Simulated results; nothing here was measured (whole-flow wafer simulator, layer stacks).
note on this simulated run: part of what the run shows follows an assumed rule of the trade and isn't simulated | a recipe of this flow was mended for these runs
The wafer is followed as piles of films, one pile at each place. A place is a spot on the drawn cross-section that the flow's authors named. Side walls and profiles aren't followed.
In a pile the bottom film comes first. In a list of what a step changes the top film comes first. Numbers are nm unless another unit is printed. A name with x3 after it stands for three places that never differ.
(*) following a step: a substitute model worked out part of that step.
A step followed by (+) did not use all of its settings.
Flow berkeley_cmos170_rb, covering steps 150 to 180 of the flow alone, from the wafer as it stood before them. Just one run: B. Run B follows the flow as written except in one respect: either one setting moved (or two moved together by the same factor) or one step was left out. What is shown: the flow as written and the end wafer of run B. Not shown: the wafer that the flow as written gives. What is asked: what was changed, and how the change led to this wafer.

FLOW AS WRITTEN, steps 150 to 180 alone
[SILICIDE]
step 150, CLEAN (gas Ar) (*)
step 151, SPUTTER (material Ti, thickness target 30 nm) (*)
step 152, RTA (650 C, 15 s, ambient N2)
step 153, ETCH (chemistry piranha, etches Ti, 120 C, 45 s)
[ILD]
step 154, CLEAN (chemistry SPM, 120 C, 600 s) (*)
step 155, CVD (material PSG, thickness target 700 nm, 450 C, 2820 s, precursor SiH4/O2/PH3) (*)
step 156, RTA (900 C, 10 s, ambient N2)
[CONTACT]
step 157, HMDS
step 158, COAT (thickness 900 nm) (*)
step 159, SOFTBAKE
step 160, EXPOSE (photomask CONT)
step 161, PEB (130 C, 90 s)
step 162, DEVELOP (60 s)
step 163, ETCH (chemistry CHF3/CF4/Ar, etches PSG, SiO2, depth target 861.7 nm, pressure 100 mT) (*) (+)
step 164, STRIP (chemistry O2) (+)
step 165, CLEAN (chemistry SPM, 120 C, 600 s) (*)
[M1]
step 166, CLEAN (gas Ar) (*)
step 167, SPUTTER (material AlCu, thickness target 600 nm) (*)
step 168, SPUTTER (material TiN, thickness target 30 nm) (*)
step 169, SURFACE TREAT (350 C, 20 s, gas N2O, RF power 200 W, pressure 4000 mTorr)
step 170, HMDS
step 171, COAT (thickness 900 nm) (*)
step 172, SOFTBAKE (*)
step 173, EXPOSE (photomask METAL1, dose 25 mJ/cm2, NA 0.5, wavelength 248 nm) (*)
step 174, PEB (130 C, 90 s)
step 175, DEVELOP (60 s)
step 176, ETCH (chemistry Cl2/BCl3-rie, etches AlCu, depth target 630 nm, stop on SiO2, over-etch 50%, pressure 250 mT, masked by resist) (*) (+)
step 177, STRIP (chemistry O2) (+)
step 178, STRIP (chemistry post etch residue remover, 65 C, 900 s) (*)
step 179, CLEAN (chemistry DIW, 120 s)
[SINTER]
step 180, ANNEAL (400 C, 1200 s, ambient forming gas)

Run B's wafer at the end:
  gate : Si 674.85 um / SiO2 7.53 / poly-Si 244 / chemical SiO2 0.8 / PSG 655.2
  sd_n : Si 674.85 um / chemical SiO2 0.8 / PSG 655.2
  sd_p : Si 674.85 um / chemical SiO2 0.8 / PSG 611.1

Cause: step 152, RTA: 650 C, 15 s, ambient N2, was not run.

How this came from the change, step by step:
  step 153, ETCH (chemistry piranha, etches Ti, 120 C, 45 s)
      sd_n, gate, gate_p, contact, m1: -30 Ti (all of it) (in the flow as written it would be: -6.6 Ti (all of it), -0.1 TiSi first)
      sd_p: -27.9 Ti (all of it) (in the flow as written it would be: -6.14 Ti (all of it), -0.1 TiSi first)
  step 154, CLEAN (chemistry SPM, 120 C, 600 s) (*)
      sd_n, sd_p, contact, m1: +0.8 chemical SiO2 (new film), -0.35 Si (in the flow as written it would be: nothing)
      gate, gate_p: +0.8 chemical SiO2 (new film), -0.35 poly-Si (in the flow as written it would be: nothing)
  step 156, RTA (900 C, 10 s, ambient N2)
      sd_n, contact, m1: nothing (in the flow as written it would be: under 1 film: +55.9 TiSi2 (new film), -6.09 TiSi first (all of it), -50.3 TiSi2 C49 (all of it), -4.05 Si)
      gate, gate_p: nothing (in the flow as written it would be: under 1 film: +55.9 TiSi2 (new film), -6.09 TiSi first (all of it), -50.3 TiSi2 C49 (all of it), -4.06 poly-Si)
      (also at 1 further place)
  step 163, ETCH (chemistry CHF3/CF4/Ar, etches PSG, SiO2, depth target 861.7 nm, pressure 100 mT) (*) (+)
      contact: -700 PSG (all of it), -0.8 chemical SiO2 (all of it), -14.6 Si (in the flow as written it would be: -700 PSG (all of it), -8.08 TiSi2)
  step 164, STRIP (chemistry O2) (+)
      contact: +1.05 chemical SiO2 (new film), -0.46 Si (in the flow as written it would be: nothing)
  step 166, CLEAN (gas Ar) (*)
      contact: -1.05 chemical SiO2 (all of it) (in the flow as written it would be: -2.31 TiSi2)
